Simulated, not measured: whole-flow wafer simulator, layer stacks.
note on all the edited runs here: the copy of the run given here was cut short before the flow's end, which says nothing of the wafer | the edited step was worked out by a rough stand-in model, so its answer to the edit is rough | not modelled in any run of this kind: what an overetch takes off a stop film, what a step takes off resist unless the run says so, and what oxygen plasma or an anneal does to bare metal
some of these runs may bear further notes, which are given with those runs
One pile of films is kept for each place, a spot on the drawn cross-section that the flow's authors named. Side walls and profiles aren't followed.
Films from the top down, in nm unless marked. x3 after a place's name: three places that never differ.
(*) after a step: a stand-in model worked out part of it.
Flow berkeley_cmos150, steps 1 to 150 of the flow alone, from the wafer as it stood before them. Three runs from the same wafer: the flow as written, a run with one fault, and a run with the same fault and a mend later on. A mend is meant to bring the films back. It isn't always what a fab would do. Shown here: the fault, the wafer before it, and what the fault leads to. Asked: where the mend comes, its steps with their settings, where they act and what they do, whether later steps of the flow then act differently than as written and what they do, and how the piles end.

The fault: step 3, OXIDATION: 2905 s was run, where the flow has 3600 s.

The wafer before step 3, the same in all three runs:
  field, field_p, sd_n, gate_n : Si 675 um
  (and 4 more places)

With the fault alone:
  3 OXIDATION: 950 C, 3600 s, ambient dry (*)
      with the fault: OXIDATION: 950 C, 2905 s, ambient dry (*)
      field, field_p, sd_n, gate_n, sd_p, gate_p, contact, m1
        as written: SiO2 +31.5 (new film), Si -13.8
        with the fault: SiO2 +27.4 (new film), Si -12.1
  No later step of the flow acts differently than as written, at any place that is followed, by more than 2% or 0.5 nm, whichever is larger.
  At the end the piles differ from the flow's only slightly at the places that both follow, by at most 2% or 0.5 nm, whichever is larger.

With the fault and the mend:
  The mend comes after step 4.
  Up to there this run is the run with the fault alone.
  4a OXIDATION: 950 C, 629 s, ambient dry (*) (the flow's step 3 once more, with other settings)
      field, field_p, sd_n, gate_n, sd_p, gate_p, contact, m1
        SiO2 +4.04, Si -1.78
  No later step of the flow acts differently than as written, at any place that is followed, by more than 2% or 0.5 nm, whichever is larger.
  At the end the piles are the same as the flow's at every place that both follow.
